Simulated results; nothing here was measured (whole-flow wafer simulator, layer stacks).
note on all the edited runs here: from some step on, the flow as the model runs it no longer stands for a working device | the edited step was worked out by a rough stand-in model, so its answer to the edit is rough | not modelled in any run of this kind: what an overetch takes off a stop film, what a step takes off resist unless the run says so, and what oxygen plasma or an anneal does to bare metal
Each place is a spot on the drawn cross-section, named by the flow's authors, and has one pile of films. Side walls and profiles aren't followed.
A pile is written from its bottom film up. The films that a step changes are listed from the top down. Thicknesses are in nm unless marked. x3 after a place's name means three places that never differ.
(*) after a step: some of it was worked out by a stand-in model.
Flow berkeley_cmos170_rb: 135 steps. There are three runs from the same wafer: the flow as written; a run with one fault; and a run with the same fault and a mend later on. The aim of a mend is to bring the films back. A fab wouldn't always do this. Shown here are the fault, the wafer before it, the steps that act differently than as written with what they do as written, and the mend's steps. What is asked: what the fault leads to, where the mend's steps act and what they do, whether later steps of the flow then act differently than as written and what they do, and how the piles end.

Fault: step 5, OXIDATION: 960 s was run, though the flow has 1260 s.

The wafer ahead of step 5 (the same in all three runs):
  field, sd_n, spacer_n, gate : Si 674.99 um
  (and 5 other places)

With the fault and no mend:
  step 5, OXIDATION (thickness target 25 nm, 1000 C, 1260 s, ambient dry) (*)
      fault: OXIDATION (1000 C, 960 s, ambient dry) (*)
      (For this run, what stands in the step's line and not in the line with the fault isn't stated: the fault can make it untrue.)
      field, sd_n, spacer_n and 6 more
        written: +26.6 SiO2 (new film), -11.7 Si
        fault: +23 SiO2 (new film), -10.1 Si
  Later steps of the flow acting differently than as written:
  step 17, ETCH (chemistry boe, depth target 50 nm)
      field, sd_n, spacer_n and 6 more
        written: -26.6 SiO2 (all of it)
        fault: -23 SiO2 (all of it)
  The piles end only slightly different from the flow's at the places that both follow, by no more than 2% or 0.5 nm, whichever is larger.

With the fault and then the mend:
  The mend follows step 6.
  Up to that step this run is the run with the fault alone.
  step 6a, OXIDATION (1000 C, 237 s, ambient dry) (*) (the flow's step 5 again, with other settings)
      field, sd_n, spacer_n and 6 more
        +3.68 SiO2, -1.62 Si
  None of the later steps of the flow differs from how it acts as written, at any place that is followed, by more than 2% or 0.5 nm, whichever is larger.
  By the end, the piles equal the flow's at every place that both follow.
